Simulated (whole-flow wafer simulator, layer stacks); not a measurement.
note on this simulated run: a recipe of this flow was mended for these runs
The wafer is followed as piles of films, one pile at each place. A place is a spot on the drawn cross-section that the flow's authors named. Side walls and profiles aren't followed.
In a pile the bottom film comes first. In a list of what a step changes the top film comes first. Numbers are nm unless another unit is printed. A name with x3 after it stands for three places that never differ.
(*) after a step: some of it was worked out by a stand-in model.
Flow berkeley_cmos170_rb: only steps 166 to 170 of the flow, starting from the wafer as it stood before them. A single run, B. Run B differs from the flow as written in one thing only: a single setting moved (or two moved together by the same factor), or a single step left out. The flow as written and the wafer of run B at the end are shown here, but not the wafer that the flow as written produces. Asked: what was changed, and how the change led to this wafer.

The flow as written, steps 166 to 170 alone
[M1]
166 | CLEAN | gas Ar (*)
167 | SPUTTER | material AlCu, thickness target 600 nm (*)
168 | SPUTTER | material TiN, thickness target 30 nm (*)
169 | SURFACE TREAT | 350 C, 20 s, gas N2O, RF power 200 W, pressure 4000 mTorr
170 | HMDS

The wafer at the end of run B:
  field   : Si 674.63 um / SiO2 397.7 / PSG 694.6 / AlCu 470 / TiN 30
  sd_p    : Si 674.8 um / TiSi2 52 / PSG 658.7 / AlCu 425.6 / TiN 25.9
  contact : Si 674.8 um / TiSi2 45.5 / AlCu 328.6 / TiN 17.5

Cause: step 167, SPUTTER: thickness target 470 nm was run, though the flow has thickness target 600 nm.
One can read it off the wafer: field has AlCu 470, and step 167 as written asks for 600 nm.

Step by step, how the change led to this:
  167 | SPUTTER | material AlCu, thickness target 600 nm (*)
      field, sd_n, spacer_n, gate, spacer_p, gate_p, m1: AlCu gains 470 (new film) (it would be, as written: AlCu gains 600 (new film))
      sd_p: AlCu gains 425.6 (new film) (it would be, as written: AlCu gains 549.6 (new film))
      (and at 1 other place as well)
  168 | SPUTTER | material TiN, thickness target 30 nm (*)
      contact: TiN gains 17.5 (new film) (it would be, as written: TiN gains 16.3 (new film))
